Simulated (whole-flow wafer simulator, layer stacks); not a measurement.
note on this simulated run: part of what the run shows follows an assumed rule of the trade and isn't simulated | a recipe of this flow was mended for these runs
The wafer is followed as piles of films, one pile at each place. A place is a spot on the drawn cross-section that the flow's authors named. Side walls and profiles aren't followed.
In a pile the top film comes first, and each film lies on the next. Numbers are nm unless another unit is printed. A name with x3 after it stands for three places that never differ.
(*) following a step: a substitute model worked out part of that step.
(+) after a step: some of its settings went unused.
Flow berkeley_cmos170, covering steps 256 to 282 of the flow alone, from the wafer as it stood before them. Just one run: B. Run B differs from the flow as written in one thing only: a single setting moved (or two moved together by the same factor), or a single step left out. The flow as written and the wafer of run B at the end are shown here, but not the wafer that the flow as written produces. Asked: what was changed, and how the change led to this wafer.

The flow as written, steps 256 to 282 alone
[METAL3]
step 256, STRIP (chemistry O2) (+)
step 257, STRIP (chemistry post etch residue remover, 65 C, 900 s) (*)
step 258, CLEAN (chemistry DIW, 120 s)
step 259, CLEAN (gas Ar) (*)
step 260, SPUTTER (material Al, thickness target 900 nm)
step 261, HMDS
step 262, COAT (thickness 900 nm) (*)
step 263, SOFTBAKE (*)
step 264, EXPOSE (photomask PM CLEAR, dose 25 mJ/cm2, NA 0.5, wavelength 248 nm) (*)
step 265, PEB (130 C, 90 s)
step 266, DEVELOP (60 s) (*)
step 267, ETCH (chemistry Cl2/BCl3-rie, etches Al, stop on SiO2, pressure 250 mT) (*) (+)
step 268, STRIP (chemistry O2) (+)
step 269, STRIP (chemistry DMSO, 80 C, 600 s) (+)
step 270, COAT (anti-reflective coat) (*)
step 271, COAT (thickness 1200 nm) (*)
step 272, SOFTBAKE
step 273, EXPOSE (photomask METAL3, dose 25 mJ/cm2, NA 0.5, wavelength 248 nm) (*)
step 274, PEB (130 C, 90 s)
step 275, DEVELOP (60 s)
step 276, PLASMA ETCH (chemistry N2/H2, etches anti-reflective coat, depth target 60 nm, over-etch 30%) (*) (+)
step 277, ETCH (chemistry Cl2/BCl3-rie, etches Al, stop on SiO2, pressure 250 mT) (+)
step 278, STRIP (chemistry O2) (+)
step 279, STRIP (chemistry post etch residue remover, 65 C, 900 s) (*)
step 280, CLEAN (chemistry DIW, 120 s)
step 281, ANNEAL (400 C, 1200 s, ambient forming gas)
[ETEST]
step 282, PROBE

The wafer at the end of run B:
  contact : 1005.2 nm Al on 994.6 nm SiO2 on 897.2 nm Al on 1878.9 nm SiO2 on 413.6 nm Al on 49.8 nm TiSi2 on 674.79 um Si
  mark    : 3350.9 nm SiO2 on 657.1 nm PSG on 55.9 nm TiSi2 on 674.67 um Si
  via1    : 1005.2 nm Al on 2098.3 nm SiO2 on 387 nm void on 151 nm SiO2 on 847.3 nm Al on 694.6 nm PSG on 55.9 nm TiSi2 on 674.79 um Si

The reason: step 260, SPUTTER: thickness target 1008 nm was run, while the flow as written has thickness target 900 nm.

Step by step, how the change led to this:
  step 260, SPUTTER (material Al, thickness target 900 nm)
      field, mark, sd_n and 9 more: +1008 Al (new film) (in the flow as written it would be: +900 Al (new film))
      via2: +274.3 Al (in the flow as written it would be: +259.4 Al)
  step 262, COAT (thickness 900 nm) (*)
      via2: +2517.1 KrF-resist (new film) (in the flow as written it would be: +2428.6 KrF-resist (new film))
  step 265, PEB (130 C, 90 s)
      via2: -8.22 KrF-resist (in the flow as written it would be: -7.55 KrF-resist)
  step 267, ETCH (chemistry Cl2/BCl3-rie, etches Al, stop on SiO2, pressure 250 mT) (*) (+)
      field, sd_n, spacer_n and 9 more: -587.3 KrF-resist (in the flow as written it would be: -533.3 KrF-resist)
      mark: -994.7 Al (all of it), -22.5 SiO2 (in the flow as written it would be: -886.7 Al (all of it), -22.5 SiO2)
  step 268, STRIP (chemistry O2) (+)
      field, spacer_n, gate_n: -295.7 KrF-resist (all of it) (in the flow as written it would be: -349.7 KrF-resist (all of it))
      spacer_p, gate_p: -295.6 KrF-resist (all of it) (in the flow as written it would be: -349.6 KrF-resist (all of it))
      (as well as at 6 more places)
  step 270, COAT (anti-reflective coat) (*)
      via2: +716 anti-reflective coat (new film) (in the flow as written it would be: +671.1 anti-reflective coat (new film))
  step 271, COAT (thickness 1200 nm) (*)
      via2: +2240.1 KrF-resist (new film) (in the flow as written it would be: +2189.1 KrF-resist (new film))
  step 277, ETCH (chemistry Cl2/BCl3-rie, etches Al, stop on SiO2, pressure 250 mT) (+)
      field, sd_n, spacer_n, gate_n, sd_p, spacer_p, gate_p: -1008 Al (all of it), -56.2 SiO2 (in the flow as written it would be: -900 Al (all of it), -56.2 SiO2)
      contact, m1, via1, m2, via2: -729 KrF-resist (in the flow as written it would be: -675 KrF-resist)
      (as well as at 1 more place)
  step 278, STRIP (chemistry O2) (+)
      contact: -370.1 KrF-resist (all of it), -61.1 anti-reflective coat (all of it) (in the flow as written it would be: -424 KrF-resist (all of it), -61.1 anti-reflective coat (all of it))
      m1: -371.1 KrF-resist (all of it), -40.7 anti-reflective coat (all of it) (in the flow as written it would be: -423.6 KrF-resist (all of it), -40.9 anti-reflective coat (all of it))
      (as well as at 3 more places)
